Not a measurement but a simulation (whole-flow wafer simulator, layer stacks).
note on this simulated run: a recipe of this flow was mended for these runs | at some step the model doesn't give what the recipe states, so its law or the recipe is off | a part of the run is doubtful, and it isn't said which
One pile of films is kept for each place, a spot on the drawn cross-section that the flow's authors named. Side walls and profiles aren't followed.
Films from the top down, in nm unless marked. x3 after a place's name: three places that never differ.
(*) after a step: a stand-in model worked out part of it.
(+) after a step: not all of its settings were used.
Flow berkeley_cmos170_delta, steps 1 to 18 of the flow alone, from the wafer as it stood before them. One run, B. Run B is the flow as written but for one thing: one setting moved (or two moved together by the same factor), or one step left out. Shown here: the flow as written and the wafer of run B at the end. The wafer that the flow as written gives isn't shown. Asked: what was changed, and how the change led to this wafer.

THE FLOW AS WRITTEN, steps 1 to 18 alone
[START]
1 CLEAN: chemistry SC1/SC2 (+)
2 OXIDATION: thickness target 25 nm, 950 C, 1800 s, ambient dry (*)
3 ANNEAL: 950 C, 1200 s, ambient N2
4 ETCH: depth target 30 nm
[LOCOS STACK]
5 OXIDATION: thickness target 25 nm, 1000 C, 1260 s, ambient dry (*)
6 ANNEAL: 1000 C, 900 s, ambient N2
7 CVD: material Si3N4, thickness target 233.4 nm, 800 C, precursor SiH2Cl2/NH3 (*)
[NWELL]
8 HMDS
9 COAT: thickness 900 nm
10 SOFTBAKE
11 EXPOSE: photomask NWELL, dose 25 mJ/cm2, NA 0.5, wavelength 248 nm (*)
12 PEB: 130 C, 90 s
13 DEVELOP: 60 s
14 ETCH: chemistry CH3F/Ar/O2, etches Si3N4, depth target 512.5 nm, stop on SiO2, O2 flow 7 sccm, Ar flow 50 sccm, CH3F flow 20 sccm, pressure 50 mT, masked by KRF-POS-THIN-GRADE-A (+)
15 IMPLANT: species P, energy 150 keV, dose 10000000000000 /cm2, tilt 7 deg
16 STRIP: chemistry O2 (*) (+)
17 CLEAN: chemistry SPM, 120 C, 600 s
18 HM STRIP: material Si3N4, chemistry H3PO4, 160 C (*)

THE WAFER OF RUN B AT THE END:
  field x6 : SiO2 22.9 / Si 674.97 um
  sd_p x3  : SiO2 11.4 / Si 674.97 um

The cause: step 2, OXIDATION: thickness target 75 nm was run, where the flow has thickness target 25 nm; step 2, OXIDATION: 5400 s was run, where the flow has 1800 s.

How the change led to this, step by step:
  2 OXIDATION: thickness target 25 nm, 950 C, 1800 s, ambient dry (*)
      field x6, sd_p x3: SiO2 +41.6 (new film), chemical SiO2 -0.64 (all of it), Si -18 (as written it would be: SiO2 +20.7 (new film), chemical SiO2 -0.64 (all of it), Si -8.82)
  4 ETCH: depth target 30 nm
      field x6, sd_p x3: SiO2 -30 (as written it would be: SiO2 -20.7 (all of it))
  5 OXIDATION: thickness target 25 nm, 1000 C, 1260 s, ambient dry (*)
      field x6, sd_p x3: SiO2 +18.6, Si -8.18 (as written it would be: SiO2 +26.6 (new film), Si -11.7)
